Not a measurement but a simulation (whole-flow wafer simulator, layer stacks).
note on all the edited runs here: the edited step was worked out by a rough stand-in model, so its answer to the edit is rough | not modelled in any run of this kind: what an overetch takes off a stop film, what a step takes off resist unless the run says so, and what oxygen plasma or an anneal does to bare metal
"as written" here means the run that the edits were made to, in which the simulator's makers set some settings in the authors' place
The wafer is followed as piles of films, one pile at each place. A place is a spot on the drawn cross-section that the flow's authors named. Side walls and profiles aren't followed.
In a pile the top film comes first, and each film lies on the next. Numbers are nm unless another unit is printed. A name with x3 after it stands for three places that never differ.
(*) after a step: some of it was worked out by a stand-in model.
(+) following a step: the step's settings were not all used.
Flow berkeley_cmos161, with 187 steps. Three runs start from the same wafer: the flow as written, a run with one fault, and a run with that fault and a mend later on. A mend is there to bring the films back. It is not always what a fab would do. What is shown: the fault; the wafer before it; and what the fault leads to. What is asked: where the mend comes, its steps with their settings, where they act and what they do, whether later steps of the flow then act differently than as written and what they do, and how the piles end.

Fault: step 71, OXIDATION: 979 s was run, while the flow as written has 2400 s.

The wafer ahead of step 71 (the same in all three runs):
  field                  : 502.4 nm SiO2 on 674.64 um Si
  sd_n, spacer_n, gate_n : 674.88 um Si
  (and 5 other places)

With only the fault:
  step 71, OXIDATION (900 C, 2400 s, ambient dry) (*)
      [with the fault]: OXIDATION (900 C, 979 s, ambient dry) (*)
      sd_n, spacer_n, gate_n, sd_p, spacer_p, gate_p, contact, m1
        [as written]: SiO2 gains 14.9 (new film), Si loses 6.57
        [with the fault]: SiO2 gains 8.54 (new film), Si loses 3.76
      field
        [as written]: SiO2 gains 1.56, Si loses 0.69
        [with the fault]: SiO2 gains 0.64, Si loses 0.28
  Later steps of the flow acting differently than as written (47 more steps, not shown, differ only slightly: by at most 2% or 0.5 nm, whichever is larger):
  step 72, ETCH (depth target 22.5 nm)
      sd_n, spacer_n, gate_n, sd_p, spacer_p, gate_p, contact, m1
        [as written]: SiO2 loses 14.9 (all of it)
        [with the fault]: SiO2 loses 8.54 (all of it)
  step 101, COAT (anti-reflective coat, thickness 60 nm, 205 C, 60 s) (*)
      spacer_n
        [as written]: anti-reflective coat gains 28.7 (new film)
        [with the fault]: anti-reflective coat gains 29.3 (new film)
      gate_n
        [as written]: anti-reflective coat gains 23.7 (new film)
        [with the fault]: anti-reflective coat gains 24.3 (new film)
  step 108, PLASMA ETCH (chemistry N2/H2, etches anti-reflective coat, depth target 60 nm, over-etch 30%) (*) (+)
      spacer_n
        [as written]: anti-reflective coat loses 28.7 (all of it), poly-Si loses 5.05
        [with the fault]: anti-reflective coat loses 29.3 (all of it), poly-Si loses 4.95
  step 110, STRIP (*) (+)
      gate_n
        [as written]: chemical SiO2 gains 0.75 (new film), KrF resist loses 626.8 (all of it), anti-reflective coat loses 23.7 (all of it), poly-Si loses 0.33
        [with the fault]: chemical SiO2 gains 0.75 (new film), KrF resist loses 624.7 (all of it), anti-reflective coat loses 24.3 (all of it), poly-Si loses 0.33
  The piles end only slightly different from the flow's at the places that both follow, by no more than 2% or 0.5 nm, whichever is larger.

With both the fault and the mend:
  The mend stands after step 71.
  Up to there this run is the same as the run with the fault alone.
  step 71a, OXIDATION (900 C, 1421 s, ambient dry) (*) (a further turn of the flow's step 71, with different settings)
      sd_n, spacer_n, gate_n, sd_p, spacer_p, gate_p, contact, m1
        SiO2 gains 6.4, Si loses 2.82
      field
        SiO2 gains 0.92, Si loses 0.41
  Later steps of the flow that are run all act as written at every place that is followed.
  At every place that both follow, the piles at the end match the flow's.
